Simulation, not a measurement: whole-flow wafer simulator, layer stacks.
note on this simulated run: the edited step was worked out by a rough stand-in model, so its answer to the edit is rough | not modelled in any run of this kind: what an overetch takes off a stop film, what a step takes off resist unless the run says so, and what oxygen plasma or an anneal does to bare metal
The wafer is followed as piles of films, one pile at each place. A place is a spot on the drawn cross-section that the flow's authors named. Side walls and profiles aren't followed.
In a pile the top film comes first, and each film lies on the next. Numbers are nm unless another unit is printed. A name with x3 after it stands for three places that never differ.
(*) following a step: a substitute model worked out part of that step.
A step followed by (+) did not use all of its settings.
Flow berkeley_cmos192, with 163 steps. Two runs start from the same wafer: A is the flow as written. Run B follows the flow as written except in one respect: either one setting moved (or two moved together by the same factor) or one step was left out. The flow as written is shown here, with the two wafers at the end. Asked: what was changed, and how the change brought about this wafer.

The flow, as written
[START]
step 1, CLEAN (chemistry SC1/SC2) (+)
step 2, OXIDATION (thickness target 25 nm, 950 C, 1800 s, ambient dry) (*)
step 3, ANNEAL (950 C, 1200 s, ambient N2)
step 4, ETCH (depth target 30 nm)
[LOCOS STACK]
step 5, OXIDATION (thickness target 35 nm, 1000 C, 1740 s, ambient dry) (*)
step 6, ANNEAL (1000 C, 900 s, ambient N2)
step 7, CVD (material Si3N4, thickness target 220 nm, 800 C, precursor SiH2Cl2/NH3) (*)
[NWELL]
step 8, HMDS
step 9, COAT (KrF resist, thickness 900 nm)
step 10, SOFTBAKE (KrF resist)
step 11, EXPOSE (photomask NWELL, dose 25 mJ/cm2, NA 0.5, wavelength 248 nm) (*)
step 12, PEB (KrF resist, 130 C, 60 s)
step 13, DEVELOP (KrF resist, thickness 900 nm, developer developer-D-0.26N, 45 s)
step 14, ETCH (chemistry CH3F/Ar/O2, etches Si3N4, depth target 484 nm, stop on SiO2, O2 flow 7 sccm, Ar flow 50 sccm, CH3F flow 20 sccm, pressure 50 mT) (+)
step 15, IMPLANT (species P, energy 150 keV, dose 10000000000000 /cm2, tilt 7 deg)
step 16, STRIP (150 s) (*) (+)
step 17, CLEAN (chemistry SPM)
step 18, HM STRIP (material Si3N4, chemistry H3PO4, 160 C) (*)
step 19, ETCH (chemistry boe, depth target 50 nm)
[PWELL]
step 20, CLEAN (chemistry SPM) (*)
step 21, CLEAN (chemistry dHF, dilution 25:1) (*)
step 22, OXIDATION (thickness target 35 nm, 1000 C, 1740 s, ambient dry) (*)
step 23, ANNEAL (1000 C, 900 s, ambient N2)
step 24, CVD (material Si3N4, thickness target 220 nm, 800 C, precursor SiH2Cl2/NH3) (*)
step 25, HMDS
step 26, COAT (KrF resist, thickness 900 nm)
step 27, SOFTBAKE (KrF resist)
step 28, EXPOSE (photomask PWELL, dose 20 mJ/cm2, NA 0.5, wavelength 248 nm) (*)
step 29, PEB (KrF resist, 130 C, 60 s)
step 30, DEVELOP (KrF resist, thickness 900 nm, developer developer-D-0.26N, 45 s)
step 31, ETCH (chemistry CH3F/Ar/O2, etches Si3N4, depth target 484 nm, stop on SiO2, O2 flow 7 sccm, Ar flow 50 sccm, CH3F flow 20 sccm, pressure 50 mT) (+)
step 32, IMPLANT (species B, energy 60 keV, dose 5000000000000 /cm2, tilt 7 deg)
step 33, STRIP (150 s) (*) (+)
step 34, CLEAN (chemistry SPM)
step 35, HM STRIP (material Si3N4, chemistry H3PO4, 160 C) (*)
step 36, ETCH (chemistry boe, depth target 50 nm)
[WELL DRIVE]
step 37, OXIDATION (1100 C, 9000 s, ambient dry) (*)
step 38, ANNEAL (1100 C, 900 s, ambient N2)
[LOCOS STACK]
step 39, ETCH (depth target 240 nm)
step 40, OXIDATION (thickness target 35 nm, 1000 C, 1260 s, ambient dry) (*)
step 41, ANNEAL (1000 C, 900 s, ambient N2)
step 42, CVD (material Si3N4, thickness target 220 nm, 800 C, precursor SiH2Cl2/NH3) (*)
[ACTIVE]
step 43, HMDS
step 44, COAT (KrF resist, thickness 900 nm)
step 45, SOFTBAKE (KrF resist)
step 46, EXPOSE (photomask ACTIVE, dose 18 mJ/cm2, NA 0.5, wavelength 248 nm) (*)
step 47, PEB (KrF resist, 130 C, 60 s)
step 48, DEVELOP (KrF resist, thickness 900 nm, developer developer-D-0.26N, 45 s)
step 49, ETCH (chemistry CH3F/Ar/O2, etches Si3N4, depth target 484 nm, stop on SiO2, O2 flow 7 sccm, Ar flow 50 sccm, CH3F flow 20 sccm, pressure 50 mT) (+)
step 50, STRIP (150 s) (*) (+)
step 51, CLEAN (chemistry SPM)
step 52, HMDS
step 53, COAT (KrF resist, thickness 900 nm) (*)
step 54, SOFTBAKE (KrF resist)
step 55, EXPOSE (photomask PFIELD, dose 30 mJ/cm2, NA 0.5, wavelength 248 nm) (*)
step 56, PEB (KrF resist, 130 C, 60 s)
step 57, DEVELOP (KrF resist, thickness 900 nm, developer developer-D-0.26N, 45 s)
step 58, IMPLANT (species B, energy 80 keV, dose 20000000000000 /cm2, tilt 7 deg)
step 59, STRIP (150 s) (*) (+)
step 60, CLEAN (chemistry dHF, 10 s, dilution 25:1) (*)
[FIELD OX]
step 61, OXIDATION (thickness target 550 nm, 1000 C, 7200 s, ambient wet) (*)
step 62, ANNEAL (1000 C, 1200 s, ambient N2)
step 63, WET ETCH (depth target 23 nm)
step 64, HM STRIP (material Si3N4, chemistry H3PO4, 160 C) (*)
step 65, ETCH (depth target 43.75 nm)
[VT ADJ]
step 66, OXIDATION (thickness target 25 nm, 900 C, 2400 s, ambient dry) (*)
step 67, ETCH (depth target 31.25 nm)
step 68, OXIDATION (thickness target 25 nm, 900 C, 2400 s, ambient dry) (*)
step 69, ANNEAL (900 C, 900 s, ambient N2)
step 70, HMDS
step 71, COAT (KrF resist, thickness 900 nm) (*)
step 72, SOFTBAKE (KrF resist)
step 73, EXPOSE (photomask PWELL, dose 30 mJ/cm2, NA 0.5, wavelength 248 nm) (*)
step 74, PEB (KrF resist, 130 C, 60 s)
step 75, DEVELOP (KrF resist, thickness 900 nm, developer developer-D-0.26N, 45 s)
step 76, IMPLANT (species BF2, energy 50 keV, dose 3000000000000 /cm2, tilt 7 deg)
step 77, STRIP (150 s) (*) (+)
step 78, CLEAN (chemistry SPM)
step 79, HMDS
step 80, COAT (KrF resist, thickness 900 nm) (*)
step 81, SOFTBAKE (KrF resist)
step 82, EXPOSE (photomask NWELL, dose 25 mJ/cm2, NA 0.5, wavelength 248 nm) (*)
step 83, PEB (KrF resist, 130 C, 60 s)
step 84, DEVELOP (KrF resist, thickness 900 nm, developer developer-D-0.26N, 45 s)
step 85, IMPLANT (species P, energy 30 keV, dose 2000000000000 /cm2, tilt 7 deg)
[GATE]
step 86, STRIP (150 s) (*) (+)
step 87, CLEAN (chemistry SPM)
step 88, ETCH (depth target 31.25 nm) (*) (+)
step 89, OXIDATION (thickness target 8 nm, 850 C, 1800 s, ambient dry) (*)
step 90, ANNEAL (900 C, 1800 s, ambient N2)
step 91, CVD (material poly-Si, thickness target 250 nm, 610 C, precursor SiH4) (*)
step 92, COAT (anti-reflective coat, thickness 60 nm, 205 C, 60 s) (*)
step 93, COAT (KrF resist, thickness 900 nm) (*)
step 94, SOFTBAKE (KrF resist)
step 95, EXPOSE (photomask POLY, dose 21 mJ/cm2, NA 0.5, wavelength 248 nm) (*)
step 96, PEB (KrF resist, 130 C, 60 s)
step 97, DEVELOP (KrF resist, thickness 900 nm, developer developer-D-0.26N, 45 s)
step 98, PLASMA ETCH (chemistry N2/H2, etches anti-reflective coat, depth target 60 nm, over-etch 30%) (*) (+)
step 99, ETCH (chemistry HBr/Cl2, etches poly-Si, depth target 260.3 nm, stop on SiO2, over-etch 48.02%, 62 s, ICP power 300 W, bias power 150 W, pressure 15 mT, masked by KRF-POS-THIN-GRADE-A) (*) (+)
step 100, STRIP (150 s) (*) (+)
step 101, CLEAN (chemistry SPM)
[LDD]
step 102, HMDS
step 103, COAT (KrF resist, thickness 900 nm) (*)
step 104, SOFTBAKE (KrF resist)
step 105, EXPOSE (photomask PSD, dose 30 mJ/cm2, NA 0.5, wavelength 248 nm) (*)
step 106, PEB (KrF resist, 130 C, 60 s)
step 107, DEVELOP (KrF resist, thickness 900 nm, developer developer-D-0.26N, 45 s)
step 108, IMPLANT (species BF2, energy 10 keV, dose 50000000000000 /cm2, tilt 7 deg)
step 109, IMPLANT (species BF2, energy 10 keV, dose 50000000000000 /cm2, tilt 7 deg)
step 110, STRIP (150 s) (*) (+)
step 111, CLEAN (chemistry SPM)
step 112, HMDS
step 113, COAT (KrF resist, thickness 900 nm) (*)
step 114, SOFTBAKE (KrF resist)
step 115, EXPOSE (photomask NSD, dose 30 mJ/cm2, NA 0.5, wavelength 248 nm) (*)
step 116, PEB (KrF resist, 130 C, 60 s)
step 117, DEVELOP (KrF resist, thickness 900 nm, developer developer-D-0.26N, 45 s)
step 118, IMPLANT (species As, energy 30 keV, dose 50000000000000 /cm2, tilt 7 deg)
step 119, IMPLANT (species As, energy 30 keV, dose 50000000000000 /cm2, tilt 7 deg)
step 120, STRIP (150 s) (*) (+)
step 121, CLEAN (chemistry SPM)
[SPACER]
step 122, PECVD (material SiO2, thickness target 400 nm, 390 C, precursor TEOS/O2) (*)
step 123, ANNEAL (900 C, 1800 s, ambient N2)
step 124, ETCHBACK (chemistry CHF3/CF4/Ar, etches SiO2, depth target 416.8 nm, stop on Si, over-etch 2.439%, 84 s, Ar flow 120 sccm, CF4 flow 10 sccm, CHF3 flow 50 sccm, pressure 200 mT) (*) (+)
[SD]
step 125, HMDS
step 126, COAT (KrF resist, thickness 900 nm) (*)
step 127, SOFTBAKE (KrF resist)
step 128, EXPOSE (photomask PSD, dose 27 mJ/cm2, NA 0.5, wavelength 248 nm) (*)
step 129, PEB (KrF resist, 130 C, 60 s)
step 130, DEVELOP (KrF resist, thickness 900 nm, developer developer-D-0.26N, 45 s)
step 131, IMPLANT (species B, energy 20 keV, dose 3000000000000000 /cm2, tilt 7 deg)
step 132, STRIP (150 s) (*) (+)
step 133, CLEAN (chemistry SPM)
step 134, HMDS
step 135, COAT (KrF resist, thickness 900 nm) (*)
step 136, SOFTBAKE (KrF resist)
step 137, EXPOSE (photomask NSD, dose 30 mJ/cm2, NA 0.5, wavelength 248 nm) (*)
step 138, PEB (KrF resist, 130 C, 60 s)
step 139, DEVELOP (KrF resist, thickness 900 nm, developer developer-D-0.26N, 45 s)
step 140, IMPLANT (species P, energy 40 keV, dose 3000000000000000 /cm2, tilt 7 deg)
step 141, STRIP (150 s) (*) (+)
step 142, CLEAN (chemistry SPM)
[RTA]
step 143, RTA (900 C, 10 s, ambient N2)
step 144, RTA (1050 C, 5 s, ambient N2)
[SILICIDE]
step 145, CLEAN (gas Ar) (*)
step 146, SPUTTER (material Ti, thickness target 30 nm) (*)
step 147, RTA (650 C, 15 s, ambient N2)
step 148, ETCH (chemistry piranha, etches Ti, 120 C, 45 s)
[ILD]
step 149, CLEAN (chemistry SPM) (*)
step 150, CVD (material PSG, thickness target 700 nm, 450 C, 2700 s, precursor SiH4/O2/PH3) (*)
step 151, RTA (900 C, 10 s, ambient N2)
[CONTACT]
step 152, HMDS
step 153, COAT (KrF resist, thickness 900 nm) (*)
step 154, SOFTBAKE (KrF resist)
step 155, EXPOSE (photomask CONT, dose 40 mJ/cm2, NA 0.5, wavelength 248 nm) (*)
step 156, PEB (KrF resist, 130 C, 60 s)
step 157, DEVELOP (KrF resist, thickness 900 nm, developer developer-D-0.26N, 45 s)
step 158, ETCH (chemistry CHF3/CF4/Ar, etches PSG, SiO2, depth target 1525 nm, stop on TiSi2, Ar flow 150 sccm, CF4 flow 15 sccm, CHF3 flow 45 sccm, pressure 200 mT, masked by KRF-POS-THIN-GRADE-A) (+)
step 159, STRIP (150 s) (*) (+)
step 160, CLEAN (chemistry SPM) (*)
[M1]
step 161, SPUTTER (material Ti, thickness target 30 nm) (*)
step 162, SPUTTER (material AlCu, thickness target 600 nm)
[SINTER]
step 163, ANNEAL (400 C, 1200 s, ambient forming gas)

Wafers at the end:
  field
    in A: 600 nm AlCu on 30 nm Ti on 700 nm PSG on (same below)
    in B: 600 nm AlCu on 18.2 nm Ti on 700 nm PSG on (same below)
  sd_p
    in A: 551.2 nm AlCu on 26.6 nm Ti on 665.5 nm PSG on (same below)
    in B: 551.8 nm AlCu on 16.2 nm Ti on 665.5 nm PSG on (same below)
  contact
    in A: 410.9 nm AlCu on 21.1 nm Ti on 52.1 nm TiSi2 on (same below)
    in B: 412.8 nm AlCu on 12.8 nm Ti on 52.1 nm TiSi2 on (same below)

What caused this: step 161, SPUTTER: thickness target 18.21 nm was run, whereas the flow has thickness target 30 nm.
The wafer itself shows it: field has Ti 18.2, and step 161 as written asks for 30 nm.

Step by step, how the change led to this:
  step 161, SPUTTER (material Ti, thickness target 30 nm) (*)
      field, sd_n, spacer_n, gate, spacer_p, gate_p, m1: A Ti gains 30 (new film) | B Ti gains 18.2 (new film)
      sd_p: A Ti gains 26.6 (new film) | B Ti gains 16.2 (new film)
      (also at 1 further place)
